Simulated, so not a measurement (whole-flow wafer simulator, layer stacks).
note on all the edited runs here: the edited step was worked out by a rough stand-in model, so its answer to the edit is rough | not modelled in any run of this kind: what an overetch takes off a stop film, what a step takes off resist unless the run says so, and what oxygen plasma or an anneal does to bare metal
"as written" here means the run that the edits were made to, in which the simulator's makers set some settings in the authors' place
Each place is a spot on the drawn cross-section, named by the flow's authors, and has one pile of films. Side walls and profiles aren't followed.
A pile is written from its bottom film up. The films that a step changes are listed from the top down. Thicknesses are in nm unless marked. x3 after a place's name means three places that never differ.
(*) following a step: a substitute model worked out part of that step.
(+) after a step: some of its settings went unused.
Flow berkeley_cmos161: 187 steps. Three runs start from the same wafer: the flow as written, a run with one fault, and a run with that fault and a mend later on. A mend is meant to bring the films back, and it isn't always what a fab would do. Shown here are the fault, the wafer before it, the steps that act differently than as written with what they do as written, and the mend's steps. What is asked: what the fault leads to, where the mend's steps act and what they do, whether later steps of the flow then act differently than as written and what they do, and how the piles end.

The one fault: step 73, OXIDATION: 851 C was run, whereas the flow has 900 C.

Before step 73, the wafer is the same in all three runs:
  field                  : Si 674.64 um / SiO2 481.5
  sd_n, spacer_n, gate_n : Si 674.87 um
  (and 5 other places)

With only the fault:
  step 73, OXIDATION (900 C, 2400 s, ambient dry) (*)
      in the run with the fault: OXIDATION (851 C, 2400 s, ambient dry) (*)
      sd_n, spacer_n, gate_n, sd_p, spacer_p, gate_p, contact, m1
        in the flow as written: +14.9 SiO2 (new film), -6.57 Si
        in the run with the fault: +9.01 SiO2 (new film), -3.97 Si
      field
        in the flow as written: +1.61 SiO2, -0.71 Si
        in the run with the fault: +0.64 SiO2, -0.28 Si
  Steps further on in the flow that do not act as written (46 more steps, not shown, differ only slightly: by at most 2% or 0.5 nm, whichever is larger):
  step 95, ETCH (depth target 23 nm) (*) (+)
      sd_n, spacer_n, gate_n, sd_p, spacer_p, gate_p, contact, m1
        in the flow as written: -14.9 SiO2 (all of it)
        in the run with the fault: -9.01 SiO2 (all of it)
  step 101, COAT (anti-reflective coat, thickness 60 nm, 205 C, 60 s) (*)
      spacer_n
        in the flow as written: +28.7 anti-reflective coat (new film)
        in the run with the fault: +29.3 anti-reflective coat (new film)
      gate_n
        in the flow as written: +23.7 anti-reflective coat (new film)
        in the run with the fault: +24.3 anti-reflective coat (new film)
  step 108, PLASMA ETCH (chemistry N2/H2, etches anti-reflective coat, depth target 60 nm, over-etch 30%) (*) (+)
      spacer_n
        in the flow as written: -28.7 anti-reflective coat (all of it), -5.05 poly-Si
        in the run with the fault: -29.3 anti-reflective coat (all of it), -4.96 poly-Si
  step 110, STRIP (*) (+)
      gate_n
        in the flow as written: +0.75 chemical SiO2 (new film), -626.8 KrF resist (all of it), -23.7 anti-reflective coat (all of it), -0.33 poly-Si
        in the run with the fault: +0.75 chemical SiO2 (new film), -624.8 KrF resist (all of it), -24.3 anti-reflective coat (all of it), -0.33 poly-Si
  When the end is reached, the piles differ only a little from the flow's at the places that both follow, at most by 2% or 0.5 nm, whichever is larger.

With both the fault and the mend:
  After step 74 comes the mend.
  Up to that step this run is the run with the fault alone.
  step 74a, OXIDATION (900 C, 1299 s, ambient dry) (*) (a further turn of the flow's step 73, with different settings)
      sd_n, spacer_n, gate_n, sd_p, spacer_p, gate_p, contact, m1
        +5.88 SiO2, -2.59 Si
      field
        +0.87 SiO2, -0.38 Si
  Later steps of the flow that are run all act as written at every place that is followed, up to a difference of at most 2% or 0.5 nm, whichever is larger.
  When the end is reached, the piles differ only a little from the flow's at the places that both follow, at most by 2% or 0.5 nm, whichever is larger.
